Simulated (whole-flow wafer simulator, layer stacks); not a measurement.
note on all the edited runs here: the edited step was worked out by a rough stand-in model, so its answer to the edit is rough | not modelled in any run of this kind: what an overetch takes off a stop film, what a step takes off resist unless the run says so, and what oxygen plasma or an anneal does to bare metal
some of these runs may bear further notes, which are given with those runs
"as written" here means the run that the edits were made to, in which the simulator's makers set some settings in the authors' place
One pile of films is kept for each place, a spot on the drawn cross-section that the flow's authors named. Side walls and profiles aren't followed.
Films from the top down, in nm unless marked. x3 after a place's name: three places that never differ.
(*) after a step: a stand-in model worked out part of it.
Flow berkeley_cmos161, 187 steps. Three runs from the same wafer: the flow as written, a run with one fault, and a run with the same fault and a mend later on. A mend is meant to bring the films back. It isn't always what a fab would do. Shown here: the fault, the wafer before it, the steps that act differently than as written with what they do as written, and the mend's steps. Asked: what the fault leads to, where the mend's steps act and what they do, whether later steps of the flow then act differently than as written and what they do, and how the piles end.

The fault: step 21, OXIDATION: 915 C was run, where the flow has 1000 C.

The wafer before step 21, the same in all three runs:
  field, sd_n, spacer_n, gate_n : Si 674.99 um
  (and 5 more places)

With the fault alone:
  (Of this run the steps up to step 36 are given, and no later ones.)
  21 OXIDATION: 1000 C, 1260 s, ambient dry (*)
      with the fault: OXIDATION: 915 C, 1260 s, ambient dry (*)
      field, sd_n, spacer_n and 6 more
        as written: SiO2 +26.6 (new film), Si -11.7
        with the fault: SiO2 +11.5 (new film), Si -5.07
  No later step of the flow up to step 36 acts differently than as written at any place that is followed.
  After step 36 the piles differ from the flow's by more than 2% or 0.5 nm, whichever is larger, at field, sd_n, spacer_n and 6 more.
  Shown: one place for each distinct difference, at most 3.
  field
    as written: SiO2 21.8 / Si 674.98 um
    with the fault: SiO2 6.72 / Si 674.98 um
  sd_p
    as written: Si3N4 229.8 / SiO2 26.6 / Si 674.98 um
    with the fault: Si3N4 229.8 / SiO2 11.5 / Si 674.98 um

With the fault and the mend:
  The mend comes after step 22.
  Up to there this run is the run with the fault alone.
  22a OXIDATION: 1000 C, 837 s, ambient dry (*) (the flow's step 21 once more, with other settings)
      field, sd_n, spacer_n and 6 more
        SiO2 +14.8, Si -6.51
  No later step of the flow acts differently than as written, at any place that is followed, by more than 2% or 0.5 nm, whichever is larger.
  At the end the piles differ from the flow's only slightly at the places that both follow, by at most 2% or 0.5 nm, whichever is larger.
